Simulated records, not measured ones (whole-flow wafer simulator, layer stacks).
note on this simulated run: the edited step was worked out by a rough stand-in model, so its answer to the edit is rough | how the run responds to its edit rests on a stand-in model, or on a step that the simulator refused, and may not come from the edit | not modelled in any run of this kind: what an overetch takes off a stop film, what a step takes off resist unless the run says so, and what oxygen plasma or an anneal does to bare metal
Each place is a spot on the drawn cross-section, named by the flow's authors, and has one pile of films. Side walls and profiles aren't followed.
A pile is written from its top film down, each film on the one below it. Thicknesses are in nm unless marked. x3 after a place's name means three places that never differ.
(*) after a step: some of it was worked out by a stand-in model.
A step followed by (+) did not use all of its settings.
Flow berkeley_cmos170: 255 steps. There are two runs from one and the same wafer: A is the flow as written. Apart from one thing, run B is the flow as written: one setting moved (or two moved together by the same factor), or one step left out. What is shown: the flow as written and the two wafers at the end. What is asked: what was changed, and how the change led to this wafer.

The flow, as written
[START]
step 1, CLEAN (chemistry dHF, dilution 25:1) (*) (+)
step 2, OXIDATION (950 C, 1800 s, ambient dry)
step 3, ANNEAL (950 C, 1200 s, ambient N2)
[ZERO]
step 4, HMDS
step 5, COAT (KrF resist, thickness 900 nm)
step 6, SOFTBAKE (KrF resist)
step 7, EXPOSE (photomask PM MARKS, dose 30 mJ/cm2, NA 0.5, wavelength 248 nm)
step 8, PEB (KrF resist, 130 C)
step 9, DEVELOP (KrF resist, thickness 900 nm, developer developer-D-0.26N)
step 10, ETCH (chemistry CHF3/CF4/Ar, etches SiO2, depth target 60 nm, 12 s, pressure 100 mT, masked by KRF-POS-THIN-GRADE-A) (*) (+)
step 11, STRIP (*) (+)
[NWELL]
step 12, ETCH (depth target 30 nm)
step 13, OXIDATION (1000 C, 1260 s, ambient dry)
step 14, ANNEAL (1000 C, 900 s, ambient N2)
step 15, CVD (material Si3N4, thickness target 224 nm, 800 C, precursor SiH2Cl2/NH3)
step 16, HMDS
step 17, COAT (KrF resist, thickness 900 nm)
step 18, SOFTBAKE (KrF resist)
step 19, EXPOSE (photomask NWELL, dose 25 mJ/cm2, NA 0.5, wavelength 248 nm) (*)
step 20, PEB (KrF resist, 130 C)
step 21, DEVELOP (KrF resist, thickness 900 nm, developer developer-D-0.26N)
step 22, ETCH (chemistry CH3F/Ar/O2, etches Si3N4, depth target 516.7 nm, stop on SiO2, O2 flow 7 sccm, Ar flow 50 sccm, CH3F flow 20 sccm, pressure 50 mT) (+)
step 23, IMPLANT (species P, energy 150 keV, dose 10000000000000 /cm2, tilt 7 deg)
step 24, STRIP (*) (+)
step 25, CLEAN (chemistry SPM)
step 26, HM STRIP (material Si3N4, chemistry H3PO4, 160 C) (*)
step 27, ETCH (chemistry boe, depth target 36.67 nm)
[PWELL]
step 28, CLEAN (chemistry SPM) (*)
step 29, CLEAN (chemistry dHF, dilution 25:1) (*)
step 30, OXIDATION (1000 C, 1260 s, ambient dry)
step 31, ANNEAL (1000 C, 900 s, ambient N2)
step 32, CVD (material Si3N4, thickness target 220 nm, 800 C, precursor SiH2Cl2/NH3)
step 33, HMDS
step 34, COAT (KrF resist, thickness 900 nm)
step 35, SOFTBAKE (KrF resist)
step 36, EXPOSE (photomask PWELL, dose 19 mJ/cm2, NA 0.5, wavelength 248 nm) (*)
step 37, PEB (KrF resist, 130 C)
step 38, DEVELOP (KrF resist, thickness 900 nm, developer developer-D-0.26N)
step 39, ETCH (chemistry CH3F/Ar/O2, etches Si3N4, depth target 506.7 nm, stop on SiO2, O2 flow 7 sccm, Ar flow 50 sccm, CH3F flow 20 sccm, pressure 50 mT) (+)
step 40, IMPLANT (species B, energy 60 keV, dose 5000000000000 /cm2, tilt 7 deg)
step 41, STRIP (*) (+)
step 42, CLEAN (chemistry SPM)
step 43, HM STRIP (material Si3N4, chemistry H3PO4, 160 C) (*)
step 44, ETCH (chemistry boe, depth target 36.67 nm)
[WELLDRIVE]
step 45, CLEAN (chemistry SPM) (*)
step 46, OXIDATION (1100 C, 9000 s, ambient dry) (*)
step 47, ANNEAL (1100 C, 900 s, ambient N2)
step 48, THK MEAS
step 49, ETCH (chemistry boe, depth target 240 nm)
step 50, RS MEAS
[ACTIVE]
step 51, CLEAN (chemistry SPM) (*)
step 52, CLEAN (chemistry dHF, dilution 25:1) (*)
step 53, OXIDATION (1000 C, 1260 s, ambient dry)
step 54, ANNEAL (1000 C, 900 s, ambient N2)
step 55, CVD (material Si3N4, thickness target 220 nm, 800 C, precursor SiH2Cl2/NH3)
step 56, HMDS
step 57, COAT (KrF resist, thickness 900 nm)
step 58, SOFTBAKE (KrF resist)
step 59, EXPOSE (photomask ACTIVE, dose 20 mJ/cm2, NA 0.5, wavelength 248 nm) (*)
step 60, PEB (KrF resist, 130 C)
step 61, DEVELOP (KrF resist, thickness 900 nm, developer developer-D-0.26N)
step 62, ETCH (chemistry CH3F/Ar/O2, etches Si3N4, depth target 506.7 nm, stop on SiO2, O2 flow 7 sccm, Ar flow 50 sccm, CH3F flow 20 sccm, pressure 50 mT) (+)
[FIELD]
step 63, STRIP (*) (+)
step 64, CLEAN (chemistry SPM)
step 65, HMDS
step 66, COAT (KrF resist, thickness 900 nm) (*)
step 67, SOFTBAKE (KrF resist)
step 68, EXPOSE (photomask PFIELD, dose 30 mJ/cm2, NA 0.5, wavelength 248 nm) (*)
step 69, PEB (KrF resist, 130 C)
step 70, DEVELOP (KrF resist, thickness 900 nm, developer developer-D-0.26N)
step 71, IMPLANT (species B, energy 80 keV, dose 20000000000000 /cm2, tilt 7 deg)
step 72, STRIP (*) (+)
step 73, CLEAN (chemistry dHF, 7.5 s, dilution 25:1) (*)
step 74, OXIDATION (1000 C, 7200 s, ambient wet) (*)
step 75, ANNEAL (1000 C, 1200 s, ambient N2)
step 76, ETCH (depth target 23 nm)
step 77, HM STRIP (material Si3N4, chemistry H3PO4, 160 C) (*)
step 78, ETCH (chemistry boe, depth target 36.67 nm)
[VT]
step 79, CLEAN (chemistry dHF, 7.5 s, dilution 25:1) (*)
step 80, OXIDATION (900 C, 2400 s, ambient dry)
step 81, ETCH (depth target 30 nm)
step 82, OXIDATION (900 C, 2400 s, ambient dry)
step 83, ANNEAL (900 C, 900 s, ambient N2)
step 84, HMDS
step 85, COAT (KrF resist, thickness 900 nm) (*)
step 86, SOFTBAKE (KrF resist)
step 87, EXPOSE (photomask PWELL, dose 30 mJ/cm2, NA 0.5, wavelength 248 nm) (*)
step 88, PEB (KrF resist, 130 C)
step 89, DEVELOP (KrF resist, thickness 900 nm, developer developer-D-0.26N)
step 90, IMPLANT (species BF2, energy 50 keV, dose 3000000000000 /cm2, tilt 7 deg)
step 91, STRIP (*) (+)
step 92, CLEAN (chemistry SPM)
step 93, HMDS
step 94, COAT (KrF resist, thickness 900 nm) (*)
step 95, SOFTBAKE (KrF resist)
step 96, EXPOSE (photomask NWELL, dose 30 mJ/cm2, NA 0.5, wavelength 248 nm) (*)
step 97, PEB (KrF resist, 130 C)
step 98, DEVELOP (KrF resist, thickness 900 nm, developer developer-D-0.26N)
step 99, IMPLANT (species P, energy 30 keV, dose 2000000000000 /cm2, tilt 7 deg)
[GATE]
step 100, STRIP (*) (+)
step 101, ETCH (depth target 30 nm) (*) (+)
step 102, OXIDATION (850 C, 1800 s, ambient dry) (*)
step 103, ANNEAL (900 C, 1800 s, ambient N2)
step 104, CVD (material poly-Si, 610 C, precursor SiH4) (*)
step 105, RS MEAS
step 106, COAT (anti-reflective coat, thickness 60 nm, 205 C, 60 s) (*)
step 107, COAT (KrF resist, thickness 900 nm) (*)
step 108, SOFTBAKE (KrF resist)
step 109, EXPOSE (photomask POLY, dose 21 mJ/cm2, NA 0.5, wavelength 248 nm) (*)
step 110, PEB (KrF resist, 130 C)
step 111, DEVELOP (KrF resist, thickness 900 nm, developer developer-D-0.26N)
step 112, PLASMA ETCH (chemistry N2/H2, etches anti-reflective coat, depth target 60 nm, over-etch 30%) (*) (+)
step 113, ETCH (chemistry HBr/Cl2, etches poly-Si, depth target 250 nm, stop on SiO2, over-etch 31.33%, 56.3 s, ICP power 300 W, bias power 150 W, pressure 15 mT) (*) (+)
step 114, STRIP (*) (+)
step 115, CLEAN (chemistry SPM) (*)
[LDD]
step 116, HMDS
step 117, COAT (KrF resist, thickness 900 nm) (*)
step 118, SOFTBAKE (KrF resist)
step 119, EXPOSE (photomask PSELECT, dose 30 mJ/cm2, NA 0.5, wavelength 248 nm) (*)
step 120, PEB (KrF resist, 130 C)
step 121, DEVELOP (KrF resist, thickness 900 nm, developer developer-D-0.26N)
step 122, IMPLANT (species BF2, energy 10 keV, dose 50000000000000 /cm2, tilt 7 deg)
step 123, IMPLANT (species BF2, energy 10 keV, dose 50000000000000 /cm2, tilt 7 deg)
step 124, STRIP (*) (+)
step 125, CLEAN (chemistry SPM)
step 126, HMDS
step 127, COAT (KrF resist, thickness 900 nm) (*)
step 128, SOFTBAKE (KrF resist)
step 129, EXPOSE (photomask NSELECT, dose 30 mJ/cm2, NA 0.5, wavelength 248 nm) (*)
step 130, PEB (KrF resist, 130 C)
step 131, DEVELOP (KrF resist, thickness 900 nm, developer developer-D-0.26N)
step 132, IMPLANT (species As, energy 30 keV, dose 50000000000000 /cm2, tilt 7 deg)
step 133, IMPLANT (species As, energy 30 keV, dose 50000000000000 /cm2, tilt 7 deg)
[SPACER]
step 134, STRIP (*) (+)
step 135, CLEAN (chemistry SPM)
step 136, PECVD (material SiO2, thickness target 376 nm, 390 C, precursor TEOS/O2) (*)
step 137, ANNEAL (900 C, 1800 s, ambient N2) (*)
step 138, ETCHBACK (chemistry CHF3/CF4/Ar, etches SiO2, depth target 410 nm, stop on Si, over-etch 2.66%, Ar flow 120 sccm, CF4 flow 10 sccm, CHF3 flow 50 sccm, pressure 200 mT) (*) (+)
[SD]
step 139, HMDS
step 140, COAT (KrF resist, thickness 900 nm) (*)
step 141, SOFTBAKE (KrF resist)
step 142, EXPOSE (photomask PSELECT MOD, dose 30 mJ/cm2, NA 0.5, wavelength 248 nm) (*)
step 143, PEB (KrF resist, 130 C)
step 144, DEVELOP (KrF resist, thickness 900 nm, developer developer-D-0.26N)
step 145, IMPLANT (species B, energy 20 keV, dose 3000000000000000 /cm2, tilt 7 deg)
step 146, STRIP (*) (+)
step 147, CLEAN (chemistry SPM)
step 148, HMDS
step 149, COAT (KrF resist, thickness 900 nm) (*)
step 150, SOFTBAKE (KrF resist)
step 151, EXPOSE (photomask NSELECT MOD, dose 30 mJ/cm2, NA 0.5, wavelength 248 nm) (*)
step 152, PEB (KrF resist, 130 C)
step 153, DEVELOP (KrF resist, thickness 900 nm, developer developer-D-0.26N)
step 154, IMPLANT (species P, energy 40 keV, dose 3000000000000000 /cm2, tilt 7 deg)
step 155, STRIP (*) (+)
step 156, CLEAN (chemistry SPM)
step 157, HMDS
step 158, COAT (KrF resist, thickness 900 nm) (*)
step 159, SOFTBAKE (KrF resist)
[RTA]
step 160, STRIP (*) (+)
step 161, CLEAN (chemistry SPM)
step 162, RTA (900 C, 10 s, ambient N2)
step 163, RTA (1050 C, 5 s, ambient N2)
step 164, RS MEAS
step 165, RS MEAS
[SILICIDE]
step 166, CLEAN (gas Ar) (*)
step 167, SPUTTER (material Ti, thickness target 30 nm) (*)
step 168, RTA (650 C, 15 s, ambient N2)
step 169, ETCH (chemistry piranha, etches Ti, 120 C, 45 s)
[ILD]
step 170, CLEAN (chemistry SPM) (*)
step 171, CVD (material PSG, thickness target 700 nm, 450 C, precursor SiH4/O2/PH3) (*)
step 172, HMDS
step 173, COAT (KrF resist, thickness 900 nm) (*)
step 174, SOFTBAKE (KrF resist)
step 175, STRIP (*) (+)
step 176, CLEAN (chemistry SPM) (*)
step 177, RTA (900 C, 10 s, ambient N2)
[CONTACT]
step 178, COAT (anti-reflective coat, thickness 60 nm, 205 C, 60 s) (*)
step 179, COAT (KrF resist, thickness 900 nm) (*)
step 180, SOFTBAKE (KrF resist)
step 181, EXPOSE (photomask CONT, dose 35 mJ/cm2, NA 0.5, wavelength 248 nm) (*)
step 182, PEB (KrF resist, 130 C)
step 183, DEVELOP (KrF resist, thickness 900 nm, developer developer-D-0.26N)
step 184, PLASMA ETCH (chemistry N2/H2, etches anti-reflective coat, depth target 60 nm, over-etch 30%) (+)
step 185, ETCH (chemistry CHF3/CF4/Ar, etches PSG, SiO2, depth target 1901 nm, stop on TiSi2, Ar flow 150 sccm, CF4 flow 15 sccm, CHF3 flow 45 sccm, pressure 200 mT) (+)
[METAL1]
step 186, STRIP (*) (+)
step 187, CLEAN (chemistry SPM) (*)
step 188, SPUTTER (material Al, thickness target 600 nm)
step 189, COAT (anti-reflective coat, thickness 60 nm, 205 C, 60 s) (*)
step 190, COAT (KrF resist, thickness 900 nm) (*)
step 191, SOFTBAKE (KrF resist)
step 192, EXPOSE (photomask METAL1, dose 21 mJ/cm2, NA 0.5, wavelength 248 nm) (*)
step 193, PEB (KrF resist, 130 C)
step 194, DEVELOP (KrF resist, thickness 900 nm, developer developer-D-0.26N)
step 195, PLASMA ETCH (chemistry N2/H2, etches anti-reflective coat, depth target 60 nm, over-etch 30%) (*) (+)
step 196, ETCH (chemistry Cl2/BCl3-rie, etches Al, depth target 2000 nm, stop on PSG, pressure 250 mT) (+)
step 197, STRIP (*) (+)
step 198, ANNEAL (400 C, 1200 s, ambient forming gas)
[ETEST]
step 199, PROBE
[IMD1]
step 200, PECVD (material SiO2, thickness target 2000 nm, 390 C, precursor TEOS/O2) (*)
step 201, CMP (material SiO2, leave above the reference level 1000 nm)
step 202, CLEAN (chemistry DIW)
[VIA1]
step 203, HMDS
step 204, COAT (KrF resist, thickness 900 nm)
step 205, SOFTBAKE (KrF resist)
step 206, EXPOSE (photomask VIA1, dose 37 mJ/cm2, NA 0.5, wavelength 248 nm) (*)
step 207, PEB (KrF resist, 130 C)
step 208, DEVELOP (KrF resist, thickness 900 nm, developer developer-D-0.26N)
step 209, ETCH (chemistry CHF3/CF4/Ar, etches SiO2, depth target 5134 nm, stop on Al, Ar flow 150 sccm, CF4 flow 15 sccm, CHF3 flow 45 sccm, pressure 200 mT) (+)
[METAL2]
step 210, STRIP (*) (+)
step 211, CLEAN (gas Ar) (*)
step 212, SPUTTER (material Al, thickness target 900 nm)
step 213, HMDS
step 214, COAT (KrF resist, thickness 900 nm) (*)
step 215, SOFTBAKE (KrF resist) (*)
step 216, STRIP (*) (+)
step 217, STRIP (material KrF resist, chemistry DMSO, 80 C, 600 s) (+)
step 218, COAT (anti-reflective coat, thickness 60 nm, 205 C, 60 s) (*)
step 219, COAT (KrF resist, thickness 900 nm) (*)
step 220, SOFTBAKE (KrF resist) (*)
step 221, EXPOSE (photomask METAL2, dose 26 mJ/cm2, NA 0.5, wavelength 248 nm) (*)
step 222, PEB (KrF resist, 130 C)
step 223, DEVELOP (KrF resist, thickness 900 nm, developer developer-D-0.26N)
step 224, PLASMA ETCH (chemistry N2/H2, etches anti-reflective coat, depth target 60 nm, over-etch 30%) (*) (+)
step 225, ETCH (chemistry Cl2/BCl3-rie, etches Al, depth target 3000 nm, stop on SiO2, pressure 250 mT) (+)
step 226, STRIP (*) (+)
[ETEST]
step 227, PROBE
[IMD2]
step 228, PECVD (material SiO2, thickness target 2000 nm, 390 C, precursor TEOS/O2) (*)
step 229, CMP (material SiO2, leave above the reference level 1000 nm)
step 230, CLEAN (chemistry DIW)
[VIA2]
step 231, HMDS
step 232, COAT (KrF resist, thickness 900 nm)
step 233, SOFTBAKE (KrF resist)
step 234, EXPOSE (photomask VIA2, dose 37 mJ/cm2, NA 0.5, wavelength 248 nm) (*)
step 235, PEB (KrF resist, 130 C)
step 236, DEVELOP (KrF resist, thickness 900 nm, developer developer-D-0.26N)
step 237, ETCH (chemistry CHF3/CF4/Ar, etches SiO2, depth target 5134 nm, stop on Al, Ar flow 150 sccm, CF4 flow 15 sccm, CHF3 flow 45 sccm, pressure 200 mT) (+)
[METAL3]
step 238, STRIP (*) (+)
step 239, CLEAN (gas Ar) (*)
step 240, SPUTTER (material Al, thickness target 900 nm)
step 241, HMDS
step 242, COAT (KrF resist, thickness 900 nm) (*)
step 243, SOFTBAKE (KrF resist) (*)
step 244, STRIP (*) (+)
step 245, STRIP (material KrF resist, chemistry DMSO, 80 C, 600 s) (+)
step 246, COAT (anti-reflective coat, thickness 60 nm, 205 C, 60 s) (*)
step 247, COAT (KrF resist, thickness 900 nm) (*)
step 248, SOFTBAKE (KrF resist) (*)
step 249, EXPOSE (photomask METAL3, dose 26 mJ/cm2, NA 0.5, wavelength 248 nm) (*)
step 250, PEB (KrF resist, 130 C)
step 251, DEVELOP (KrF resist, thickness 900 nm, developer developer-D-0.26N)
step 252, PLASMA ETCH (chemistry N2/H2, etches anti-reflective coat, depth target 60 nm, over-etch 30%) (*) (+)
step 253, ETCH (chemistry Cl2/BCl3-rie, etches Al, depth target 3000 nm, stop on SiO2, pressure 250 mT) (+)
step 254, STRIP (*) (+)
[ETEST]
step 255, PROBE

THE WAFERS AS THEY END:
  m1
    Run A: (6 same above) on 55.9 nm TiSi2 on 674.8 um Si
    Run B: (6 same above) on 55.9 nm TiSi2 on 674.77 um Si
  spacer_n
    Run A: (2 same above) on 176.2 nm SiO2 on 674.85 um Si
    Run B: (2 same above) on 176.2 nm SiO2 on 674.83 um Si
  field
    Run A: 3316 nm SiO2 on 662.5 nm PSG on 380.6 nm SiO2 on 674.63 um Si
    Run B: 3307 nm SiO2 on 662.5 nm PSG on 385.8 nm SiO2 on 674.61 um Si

What caused this: step 46, OXIDATION: 14400 s was run, while the flow as written has 9000 s.

How this came from the change, step by step:
  step 46, OXIDATION (1100 C, 9000 s, ambient dry) (*)
      field, sd_n, spacer_n and 9 more: A +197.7 SiO2 (new film), -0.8 chemical SiO2 (all of it), -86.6 Si | B +262.2 SiO2 (new film), -0.8 chemical SiO2 (all of it), -115 Si
  step 49, ETCH (chemistry boe, depth target 240 nm)
      field, sd_n, spacer_n and 9 more: A -197.7 SiO2 (all of it) | B -240 SiO2
  step 51, CLEAN (chemistry SPM) (*)
      field, sd_n, spacer_n and 9 more: A +0.8 chemical SiO2 (new film), -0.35 Si | B nothing
  step 52, CLEAN (chemistry dHF, dilution 25:1) (*)
      field, sd_n, spacer_n and 9 more: A -0.8 chemical SiO2 (all of it) | B nothing
  step 53, OXIDATION (1000 C, 1260 s, ambient dry)
      field, sd_n, spacer_n and 9 more: A +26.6 SiO2 (new film), -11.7 Si | B +20.3 SiO2, -8.94 Si
  step 74, OXIDATION (1000 C, 7200 s, ambient wet) (*)
      sd_n, sd_p: A +12.1 SiO2 (new film), -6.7 Si3N4, +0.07 SiO2, -0.07 Si | B +12.1 SiO2 (new film), -6.7 Si3N4, +1.34 SiO2, -0.58 Si
  step 78, ETCH (chemistry boe, depth target 36.67 nm)
      sd_n, spacer_n, gate_n and 8 more: A -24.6 SiO2 (all of it) | B -36.7 SiO2
  step 79, CLEAN (chemistry dHF, 7.5 s, dilution 25:1) (*)
      sd_n, spacer_n, gate_n and 8 more: A nothing | B -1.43 SiO2
  step 80, OXIDATION (900 C, 2400 s, ambient dry)
      sd_n, spacer_n, gate_n and 8 more: A +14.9 SiO2 (new film), -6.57 Si | B +12.9 SiO2, -5.69 Si
  step 81, ETCH (depth target 30 nm)
      sd_n, sd_p: A -14.9 SiO2 (all of it) | B -16.7 SiO2 (all of it)
  step 106, COAT (anti-reflective coat, thickness 60 nm, 205 C, 60 s) (*)
      field: A +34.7 anti-reflective coat (new film) | B +35.7 anti-reflective coat (new film)
      sd_n: A +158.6 anti-reflective coat (new film) | B +170.4 anti-reflective coat (new film)
      (as well as at 5 more places)
  step 112, PLASMA ETCH (chemistry N2/H2, etches anti-reflective coat, depth target 60 nm, over-etch 30%) (*) (+)
      field: A -34.7 anti-reflective coat (all of it), -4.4 poly-Si | B -35.7 anti-reflective coat (all of it), -4.77 poly-Si
      sd_n: A -158.6 anti-reflective coat (all of it), -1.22 poly-Si | B -170.4 anti-reflective coat (all of it), -1.31 poly-Si
      (as well as at 3 more places)
  step 114, STRIP (*) (+)
      gate_n: A +0.8 chemical SiO2 (new film), -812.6 KrF resist (all of it), -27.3 anti-reflective coat (all of it), -0.35 poly-Si | B +0.8 chemical SiO2 (new film), -822.5 KrF resist (all of it), -24.6 anti-reflective coat (all of it), -0.35 poly-Si
      gate_p: A +0.8 chemical SiO2 (new film), -782.1 KrF resist (all of it), -29.6 anti-reflective coat (all of it), -0.35 poly-Si | B +0.8 chemical SiO2 (new film), -787.2 KrF resist (all of it), -28.1 anti-reflective coat (all of it), -0.35 poly-Si
  step 178, COAT (anti-reflective coat, thickness 60 nm, 205 C, 60 s) (*)
      sd_n: A +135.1 anti-reflective coat (new film) | B +140.9 anti-reflective coat (new film)
      m2: A +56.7 anti-reflective coat (new film) | B +55.4 anti-reflective coat (new film)
  step 186, STRIP (*) (+)
      sd_n: A -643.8 KrF resist (all of it), -135.1 anti-reflective coat (all of it) | B -643.3 KrF resist (all of it), -140.9 anti-reflective coat (all of it)
      m2: A -689 KrF resist (all of it), -56.7 anti-reflective coat (all of it) | B -692.5 KrF resist (all of it), -55.4 anti-reflective coat (all of it)
  step 189, COAT (anti-reflective coat, thickness 60 nm, 205 C, 60 s) (*)
      m2: A +61.1 anti-reflective coat (new film) | B +59.8 anti-reflective coat (new film)
  step 197, STRIP (*) (+)
      m2: A -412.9 KrF resist (all of it), -61.1 anti-reflective coat (all of it) | B -415.4 KrF resist (all of it), -59.8 anti-reflective coat (all of it)
